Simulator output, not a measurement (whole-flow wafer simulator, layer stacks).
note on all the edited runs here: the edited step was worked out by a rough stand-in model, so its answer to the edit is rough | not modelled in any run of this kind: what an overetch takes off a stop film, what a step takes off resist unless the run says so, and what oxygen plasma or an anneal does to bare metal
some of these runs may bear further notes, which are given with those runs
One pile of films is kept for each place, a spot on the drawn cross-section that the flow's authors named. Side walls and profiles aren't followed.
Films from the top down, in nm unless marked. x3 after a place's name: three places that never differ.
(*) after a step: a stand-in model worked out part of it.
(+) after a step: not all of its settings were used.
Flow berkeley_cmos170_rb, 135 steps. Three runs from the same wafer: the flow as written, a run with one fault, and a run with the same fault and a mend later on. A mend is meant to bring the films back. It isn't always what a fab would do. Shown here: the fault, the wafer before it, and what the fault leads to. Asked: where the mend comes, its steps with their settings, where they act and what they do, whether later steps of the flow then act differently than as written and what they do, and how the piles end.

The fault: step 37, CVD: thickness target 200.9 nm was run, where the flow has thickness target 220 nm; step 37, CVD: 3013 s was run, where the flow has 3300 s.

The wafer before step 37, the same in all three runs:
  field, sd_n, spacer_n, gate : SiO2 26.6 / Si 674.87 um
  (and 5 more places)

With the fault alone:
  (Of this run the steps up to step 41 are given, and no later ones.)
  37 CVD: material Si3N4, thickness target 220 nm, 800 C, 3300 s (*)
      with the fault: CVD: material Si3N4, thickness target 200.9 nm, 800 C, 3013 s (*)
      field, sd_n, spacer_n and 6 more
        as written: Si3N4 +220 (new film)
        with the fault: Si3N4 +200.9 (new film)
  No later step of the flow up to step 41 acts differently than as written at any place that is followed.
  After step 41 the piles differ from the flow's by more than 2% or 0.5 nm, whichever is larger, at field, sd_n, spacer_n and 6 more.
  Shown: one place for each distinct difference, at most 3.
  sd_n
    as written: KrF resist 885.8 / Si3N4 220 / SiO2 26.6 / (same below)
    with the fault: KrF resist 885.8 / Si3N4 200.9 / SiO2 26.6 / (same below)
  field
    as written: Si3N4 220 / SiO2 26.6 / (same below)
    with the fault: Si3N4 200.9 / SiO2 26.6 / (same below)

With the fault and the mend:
  The mend comes after step 41.
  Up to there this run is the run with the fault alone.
  41a STRIP (*) (+)
      sd_n, spacer_n, gate, sd_p, spacer_p, gate_p, contact, m1
        KrF resist -885.8 (all of it)
  41b CLEAN (*)
      changes no film at any place that is followed
  41c CVD: material Si3N4, thickness target 19.14 nm, 800 C, 287 s (*) (the flow's step 37 once more, with other settings)
      field, sd_n, spacer_n and 6 more
        Si3N4 +19.1
  41d COAT: KrF resist, thickness 900 nm (the flow's step 38 once more)
      field, sd_n, spacer_n and 6 more
        KrF resist +900 (new film)
  41e EXPOSE: photomask ACTIVE (the flow's step 39 once more)
      changes no film at any place that is followed
  41f PEB: 130 C, 60 s (*) (the flow's step 40 once more)
      changes no film at any place that is followed
  41g DEVELOP: developer developer-D-0.26N, 45 s (the flow's step 41 once more)
      sd_n, spacer_n, gate, sd_p, spacer_p, gate_p, contact, m1
        KrF resist -14.2
      field
        KrF resist -900 (all of it)
  No later step of the flow acts differently than as written, at any place that is followed, by more than 2% or 0.5 nm, whichever is larger.
  At the end the piles are the same as the flow's at every place that both follow.
